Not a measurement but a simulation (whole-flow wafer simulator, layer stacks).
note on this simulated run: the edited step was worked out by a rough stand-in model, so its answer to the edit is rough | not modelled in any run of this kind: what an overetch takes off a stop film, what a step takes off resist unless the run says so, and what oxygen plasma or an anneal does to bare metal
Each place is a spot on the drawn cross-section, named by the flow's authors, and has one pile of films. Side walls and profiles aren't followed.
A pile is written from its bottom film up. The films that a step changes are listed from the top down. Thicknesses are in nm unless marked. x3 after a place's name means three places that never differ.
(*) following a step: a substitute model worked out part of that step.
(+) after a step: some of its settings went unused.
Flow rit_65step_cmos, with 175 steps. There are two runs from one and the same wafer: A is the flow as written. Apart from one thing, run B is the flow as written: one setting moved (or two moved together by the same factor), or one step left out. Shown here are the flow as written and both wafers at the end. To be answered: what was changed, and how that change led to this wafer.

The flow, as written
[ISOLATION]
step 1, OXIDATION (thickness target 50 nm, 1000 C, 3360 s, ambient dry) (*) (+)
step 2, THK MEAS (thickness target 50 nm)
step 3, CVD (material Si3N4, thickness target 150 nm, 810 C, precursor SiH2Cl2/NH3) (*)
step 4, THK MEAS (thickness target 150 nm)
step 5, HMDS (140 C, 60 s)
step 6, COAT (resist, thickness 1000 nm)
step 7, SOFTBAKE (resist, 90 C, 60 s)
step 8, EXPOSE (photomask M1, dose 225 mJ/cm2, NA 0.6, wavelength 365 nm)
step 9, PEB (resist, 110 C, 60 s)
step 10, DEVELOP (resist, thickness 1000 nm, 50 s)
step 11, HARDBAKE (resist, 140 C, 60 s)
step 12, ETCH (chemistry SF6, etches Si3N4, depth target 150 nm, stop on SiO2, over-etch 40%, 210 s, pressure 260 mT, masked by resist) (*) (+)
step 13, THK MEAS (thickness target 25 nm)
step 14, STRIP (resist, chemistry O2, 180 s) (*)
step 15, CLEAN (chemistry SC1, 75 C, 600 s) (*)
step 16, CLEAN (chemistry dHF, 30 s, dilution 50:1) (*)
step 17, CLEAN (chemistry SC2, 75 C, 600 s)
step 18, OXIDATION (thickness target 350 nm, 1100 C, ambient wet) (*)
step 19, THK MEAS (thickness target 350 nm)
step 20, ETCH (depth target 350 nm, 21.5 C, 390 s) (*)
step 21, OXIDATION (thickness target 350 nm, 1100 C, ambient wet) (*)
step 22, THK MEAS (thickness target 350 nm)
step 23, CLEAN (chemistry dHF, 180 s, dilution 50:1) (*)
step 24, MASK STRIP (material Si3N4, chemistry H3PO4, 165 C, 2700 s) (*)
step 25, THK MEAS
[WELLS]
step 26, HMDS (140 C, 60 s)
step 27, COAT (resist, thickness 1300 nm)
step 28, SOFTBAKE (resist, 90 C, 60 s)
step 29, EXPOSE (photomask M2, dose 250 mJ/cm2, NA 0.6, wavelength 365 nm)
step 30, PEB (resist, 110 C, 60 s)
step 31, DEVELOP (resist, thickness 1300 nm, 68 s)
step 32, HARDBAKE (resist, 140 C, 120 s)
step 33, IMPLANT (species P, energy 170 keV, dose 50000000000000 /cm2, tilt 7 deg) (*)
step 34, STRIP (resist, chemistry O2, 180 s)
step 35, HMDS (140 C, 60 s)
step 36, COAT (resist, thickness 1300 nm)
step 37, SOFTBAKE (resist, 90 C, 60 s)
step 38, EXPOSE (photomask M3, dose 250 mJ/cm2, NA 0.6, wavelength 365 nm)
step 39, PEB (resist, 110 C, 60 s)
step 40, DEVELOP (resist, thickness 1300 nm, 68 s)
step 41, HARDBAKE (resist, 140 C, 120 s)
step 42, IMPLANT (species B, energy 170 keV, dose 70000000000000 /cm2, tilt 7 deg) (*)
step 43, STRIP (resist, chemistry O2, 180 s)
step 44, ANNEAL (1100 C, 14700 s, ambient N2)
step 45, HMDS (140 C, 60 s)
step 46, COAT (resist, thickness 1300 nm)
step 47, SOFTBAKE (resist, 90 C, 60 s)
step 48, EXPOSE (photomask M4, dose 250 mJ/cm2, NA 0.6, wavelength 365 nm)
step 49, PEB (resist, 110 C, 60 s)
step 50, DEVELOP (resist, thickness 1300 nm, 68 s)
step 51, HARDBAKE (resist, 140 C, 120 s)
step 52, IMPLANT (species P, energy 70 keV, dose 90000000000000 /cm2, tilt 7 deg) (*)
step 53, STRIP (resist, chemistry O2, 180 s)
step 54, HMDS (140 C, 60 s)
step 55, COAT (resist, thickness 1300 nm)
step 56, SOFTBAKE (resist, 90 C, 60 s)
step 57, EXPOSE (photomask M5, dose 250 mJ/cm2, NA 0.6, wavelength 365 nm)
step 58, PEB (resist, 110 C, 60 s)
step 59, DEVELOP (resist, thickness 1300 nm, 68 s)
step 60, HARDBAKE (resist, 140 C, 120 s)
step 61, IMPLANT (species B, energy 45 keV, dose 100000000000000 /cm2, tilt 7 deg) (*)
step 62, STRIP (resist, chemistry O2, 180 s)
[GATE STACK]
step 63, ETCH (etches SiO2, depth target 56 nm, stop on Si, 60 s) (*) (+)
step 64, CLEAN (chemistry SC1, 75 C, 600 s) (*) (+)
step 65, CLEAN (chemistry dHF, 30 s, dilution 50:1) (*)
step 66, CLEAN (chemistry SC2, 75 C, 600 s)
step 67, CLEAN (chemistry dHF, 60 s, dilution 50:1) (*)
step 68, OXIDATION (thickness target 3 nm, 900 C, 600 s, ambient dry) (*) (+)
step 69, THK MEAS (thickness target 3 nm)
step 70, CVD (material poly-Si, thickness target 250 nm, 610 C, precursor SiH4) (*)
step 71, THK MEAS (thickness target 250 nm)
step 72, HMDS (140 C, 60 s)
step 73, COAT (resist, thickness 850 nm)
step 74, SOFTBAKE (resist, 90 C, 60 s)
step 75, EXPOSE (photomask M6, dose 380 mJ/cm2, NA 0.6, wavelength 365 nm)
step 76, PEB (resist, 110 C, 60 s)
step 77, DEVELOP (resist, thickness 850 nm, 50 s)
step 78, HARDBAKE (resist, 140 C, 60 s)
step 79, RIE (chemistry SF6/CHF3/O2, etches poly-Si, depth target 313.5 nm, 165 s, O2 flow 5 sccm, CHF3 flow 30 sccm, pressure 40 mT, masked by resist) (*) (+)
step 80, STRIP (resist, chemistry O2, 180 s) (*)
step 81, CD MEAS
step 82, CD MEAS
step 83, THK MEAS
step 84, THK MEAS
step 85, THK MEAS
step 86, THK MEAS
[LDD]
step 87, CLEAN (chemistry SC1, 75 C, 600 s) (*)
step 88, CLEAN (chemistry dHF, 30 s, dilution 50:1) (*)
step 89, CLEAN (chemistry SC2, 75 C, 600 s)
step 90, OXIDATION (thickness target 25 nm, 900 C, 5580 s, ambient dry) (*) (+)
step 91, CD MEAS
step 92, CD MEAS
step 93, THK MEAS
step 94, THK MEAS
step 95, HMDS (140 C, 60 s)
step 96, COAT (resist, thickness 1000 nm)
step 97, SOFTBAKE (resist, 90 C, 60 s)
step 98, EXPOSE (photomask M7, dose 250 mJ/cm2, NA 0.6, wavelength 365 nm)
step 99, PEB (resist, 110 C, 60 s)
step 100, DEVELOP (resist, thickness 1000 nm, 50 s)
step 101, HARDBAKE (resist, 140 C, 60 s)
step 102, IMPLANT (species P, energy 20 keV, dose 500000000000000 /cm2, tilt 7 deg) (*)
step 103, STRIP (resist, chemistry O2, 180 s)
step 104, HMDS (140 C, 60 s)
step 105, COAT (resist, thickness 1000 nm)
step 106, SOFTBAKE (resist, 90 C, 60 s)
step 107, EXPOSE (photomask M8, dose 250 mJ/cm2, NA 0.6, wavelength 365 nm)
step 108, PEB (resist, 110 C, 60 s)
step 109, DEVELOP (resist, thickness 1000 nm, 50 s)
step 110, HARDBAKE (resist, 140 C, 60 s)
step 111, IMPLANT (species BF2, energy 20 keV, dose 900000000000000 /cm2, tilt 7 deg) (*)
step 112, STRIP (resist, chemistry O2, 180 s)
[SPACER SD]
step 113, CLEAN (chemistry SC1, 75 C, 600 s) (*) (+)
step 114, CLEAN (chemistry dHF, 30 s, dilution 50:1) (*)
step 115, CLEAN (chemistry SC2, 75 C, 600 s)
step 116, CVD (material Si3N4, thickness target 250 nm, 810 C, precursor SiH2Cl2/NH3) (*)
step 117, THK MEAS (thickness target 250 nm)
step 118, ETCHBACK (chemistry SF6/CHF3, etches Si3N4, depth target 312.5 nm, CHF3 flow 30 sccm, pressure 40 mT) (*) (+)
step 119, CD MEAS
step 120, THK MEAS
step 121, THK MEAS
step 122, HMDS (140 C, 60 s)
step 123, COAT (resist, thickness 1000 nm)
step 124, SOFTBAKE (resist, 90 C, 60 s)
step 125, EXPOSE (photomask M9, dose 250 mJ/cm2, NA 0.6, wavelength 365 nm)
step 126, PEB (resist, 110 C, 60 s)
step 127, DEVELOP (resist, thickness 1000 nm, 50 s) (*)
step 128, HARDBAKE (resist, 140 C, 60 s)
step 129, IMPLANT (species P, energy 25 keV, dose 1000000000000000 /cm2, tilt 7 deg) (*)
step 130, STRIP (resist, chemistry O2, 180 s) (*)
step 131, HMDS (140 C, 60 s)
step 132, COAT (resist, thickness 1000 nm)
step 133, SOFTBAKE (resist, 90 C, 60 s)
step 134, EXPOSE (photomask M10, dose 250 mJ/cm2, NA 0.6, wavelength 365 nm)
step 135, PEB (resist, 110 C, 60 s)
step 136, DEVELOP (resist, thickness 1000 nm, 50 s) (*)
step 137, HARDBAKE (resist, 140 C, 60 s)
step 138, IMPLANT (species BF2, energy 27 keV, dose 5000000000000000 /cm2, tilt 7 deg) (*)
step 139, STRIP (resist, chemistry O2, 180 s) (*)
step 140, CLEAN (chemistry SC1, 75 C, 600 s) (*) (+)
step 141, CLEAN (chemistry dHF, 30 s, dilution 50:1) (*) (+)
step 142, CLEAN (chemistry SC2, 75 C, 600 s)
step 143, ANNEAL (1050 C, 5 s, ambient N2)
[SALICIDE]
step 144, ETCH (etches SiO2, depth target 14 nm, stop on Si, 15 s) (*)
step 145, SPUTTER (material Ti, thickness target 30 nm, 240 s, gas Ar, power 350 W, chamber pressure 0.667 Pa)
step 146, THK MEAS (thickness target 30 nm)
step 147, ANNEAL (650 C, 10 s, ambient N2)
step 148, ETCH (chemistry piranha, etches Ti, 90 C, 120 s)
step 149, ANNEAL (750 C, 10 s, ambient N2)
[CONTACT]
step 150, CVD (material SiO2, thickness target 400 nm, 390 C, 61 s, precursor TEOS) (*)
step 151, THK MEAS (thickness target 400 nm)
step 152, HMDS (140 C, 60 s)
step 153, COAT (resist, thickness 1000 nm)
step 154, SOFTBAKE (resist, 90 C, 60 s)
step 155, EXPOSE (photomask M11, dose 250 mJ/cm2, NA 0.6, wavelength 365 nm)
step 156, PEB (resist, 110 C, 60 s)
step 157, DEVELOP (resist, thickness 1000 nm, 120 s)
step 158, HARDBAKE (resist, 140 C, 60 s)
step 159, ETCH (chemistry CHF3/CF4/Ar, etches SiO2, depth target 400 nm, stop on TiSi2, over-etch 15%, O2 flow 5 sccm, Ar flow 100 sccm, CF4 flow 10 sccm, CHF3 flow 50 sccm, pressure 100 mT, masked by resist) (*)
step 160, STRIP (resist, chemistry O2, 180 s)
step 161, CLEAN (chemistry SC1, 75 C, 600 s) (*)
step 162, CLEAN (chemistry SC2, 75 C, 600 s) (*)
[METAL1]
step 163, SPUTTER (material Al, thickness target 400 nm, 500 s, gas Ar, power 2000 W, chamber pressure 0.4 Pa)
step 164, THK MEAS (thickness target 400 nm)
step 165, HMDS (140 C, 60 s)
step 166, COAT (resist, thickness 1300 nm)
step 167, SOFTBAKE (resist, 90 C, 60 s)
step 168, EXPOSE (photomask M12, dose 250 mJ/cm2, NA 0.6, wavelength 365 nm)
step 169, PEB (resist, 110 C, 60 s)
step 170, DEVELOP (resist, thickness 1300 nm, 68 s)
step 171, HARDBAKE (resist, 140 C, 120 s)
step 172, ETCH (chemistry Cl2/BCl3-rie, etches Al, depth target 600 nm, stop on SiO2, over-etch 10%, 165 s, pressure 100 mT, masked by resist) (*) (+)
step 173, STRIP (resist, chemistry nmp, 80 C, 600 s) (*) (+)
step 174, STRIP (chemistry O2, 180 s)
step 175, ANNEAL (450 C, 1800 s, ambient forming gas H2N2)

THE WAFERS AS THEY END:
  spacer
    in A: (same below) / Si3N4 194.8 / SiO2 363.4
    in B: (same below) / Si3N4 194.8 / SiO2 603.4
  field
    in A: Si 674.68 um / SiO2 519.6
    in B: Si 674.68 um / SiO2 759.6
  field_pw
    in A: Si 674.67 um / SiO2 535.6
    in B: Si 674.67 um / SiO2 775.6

Cause: step 150, CVD: thickness target 640 nm was run, while the flow as written has thickness target 400 nm.

Step by step, how the change led to this:
  step 150, CVD (material SiO2, thickness target 400 nm, 390 C, 61 s, precursor TEOS) (*)
      field, field_pw, field_nw, field_p: A +400 SiO2 | B +640 SiO2
      spacer, spacer_p: A +400 SiO2 (new film) | B +640 SiO2 (new film)
      (and at 2 other places as well)
